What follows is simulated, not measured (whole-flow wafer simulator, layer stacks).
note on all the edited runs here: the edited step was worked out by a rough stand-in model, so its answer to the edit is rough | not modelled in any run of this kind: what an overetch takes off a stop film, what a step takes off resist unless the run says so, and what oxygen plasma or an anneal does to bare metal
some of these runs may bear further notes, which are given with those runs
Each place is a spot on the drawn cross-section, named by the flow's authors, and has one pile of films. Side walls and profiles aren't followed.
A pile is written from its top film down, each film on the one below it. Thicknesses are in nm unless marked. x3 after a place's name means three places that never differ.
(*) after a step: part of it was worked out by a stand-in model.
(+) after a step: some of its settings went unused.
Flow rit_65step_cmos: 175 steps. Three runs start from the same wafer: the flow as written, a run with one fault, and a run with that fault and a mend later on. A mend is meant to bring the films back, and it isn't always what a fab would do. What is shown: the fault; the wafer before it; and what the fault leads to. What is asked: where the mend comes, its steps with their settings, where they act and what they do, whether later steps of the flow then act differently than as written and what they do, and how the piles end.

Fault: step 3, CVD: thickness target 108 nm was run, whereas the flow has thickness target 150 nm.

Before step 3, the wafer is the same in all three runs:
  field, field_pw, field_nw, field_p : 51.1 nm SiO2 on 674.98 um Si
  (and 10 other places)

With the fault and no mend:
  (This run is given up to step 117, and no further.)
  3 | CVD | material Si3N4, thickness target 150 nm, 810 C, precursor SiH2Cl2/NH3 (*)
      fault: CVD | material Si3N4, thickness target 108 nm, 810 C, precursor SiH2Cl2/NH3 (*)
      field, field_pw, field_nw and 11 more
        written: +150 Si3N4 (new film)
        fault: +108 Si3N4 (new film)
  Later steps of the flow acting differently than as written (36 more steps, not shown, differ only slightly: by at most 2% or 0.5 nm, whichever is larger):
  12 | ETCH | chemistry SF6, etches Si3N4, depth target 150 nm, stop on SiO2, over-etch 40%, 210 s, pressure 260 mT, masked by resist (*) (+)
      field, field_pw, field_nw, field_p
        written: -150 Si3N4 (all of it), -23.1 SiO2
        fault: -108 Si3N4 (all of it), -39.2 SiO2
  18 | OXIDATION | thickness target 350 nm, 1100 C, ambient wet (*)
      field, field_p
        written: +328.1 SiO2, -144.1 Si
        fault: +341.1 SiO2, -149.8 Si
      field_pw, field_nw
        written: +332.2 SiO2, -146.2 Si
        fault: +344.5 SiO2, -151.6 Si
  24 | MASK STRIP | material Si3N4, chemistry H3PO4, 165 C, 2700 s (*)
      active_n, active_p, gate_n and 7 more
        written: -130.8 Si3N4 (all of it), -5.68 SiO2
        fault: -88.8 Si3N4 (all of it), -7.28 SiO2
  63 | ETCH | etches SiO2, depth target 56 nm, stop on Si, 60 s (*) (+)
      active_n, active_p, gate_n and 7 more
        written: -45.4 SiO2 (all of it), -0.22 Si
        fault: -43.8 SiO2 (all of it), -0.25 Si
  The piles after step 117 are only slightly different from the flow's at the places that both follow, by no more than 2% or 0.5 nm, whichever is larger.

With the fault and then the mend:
  The mend follows step 4.
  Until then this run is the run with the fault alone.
  4a | ETCH | chemistry h3po4, depth target 124.2 nm
      field, field_pw, field_nw and 11 more
        -108 Si3N4 (all of it)
  4b | CLEAN | chemistry SC2, 75 C, 600 s
      alters no film at any place that is followed
  4c | CVD | material Si3N4, thickness target 150 nm, 810 C, precursor SiH2Cl2/NH3 (*) (a further turn of the flow's step 3)
      field, field_pw, field_nw and 11 more
        +150 Si3N4 (new film)
  None of the later steps of the flow acts differently than as written at any place that is followed.
  The piles end the same as the flow's at every place that both follow.
